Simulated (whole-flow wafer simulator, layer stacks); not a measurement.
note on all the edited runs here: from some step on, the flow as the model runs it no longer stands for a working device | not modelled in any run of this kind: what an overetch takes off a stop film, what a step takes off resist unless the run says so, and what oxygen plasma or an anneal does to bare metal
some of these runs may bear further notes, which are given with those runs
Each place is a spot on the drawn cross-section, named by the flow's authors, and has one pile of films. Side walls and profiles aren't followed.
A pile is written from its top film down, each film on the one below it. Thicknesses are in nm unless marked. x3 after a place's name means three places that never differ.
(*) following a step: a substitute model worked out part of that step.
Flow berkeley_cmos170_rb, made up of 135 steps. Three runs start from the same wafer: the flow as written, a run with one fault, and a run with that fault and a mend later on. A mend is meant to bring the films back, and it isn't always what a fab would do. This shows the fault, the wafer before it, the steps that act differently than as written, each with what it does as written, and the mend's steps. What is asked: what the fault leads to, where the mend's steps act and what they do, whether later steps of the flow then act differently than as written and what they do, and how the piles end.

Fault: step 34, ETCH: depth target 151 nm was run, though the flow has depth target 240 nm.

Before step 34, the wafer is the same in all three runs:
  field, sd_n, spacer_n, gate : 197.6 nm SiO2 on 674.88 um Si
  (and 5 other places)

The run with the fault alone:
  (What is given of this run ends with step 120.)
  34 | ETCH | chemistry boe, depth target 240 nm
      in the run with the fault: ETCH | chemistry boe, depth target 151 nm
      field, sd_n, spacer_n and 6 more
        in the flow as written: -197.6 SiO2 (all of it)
        in the run with the fault: -151 SiO2
  Later steps of the flow acting differently than as written (17 more steps, not shown, differ only slightly: by at most 2% or 0.5 nm, whichever is larger):
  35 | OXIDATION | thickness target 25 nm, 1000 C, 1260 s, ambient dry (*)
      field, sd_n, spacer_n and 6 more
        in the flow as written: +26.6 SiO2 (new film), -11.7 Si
        in the run with the fault: +16 SiO2, -7.04 Si
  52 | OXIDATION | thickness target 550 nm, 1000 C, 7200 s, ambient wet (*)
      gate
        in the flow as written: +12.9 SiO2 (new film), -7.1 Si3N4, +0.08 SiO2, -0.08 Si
        in the run with the fault: +12.9 SiO2 (new film), -7.1 Si3N4
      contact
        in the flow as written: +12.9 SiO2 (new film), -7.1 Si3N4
        in the run with the fault: +12.9 SiO2 (new film), -7.1 Si3N4, +0.1 SiO2, -0.1 Si
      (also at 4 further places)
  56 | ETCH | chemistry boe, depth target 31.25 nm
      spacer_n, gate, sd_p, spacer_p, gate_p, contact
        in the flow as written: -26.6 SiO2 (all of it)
        in the run with the fault: -31.2 SiO2
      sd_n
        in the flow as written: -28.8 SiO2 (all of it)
        in the run with the fault: -31.3 SiO2
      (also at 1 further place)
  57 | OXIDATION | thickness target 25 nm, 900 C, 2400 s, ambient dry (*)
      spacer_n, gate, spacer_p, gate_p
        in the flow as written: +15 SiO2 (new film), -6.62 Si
        in the run with the fault: +9.39 SiO2, -4.13 Si
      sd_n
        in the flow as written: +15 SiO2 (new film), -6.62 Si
        in the run with the fault: +7.96 SiO2, -3.5 Si
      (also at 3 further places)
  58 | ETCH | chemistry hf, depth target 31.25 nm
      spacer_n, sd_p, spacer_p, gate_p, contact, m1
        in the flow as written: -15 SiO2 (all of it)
        in the run with the fault: -31.2 SiO2
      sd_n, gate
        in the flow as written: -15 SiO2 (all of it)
        in the run with the fault: -31.3 SiO2
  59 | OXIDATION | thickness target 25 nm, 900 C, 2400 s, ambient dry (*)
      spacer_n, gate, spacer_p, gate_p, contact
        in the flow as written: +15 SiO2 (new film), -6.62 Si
        in the run with the fault: +9.79 SiO2, -4.31 Si
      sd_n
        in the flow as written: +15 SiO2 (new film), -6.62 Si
        in the run with the fault: +7.91 SiO2, -3.48 Si
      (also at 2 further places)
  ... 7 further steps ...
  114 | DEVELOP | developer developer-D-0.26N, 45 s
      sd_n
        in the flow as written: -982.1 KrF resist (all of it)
        in the run with the fault: -1003.3 KrF resist (all of it)
  Once step 120 is done, the piles at field depart from the flow's by more than 2% or 0.5 nm, whichever is larger.
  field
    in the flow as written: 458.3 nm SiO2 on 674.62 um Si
    in the run with the fault: 470.2 nm SiO2 on 674.63 um Si

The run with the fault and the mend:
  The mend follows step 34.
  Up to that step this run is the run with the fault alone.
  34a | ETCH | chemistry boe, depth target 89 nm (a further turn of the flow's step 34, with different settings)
      field, sd_n, spacer_n and 6 more
        -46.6 SiO2 (all of it)
  None of the later steps of the flow acts differently than as written at any place that is followed.
  At every place that both follow, the piles at the end match the flow's.
